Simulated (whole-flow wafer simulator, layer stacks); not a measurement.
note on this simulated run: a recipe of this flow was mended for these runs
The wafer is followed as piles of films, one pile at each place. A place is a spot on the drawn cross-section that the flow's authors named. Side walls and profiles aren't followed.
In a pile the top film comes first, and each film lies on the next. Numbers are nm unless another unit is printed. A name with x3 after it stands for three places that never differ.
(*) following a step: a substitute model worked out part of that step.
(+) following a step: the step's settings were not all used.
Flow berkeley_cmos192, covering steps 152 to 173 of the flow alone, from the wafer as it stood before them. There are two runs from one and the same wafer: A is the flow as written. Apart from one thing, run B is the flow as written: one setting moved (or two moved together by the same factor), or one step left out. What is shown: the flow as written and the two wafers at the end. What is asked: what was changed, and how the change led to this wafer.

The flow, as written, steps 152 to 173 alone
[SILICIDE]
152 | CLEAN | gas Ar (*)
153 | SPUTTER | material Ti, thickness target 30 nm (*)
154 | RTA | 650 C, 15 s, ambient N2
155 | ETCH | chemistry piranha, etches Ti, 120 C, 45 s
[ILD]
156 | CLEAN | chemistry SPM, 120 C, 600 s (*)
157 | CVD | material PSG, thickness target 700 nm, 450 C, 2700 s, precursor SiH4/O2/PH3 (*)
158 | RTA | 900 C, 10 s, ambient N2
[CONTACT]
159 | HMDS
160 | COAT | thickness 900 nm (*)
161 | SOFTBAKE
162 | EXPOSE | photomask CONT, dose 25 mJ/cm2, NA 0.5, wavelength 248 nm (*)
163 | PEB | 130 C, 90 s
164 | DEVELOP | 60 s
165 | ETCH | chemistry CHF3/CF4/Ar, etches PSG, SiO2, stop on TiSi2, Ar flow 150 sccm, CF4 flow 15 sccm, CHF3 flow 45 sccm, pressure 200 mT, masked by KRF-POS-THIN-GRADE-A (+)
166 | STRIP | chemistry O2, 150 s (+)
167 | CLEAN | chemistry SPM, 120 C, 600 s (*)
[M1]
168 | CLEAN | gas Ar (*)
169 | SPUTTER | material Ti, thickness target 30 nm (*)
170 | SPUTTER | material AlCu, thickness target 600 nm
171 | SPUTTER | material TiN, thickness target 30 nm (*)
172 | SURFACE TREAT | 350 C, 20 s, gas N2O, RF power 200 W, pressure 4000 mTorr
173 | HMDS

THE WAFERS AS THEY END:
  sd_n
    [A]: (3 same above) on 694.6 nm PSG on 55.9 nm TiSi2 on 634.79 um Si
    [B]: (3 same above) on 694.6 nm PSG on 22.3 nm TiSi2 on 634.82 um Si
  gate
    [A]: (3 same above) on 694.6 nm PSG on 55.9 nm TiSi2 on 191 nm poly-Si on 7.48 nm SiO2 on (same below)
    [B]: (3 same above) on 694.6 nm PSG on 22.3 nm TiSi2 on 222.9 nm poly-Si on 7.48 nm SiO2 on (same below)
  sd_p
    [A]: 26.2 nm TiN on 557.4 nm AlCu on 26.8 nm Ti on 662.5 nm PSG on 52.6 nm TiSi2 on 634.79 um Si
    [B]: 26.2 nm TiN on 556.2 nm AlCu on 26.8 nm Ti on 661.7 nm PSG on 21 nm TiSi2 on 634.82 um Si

What caused this: step 153, SPUTTER: thickness target 12 nm was run, whereas the flow has thickness target 30 nm.

Step by step, how the change led to this:
  153 | SPUTTER | material Ti, thickness target 30 nm (*)
      field, sd_n, spacer_n, gate, spacer_p, gate_p, contact, m1: A Ti gains 30 (new film) | B Ti gains 12 (new film)
      sd_p: A Ti gains 28.2 (new film) | B Ti gains 11.3 (new film)
  154 | RTA | 650 C, 15 s, ambient N2
      sd_n, contact, m1: A Ti loses 23.4, TiSi first gains 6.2 (new film), TiSi2 C49 gains 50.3 (new film), Si loses 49 | B Ti loses 9.36, TiSi2 C49 gains 23.8 (new film), Si loses 21.2
      gate, gate_p: A Ti loses 23.4, TiSi first gains 6.2 (new film), TiSi2 C49 gains 50.3 (new film), poly-Si loses 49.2 | B Ti loses 9.36, TiSi2 C49 gains 23.8 (new film), poly-Si loses 21.3
      (and at 1 other place as well)
  155 | ETCH | chemistry piranha, etches Ti, 120 C, 45 s
      sd_n, gate, gate_p, contact, m1: A Ti loses 6.6 (all of it), TiSi first loses 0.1 | B Ti loses 2.64 (all of it), TiSi2 C49 loses 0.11
      sd_p: A Ti loses 6.21 (all of it), TiSi first loses 0.1 | B Ti loses 2.48 (all of it), TiSi2 C49 loses 0.11
      (and at 3 other places as well)
  158 | RTA | 900 C, 10 s, ambient N2
      sd_n, contact, m1: A under 1 film: TiSi2 gains 55.9 (new film), TiSi first loses 6.09 (all of it), TiSi2 C49 loses 50.3 (all of it), Si loses 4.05 | B under 1 film: TiSi2 gains 22.3 (new film), TiSi2 C49 loses 23.7 (all of it)
      gate, gate_p: A under 1 film: TiSi2 gains 55.9 (new film), TiSi first loses 6.09 (all of it), TiSi2 C49 loses 50.3 (all of it), poly-Si loses 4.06 | B under 1 film: TiSi2 gains 22.3 (new film), TiSi2 C49 loses 23.7 (all of it)
      (and at 1 other place as well)
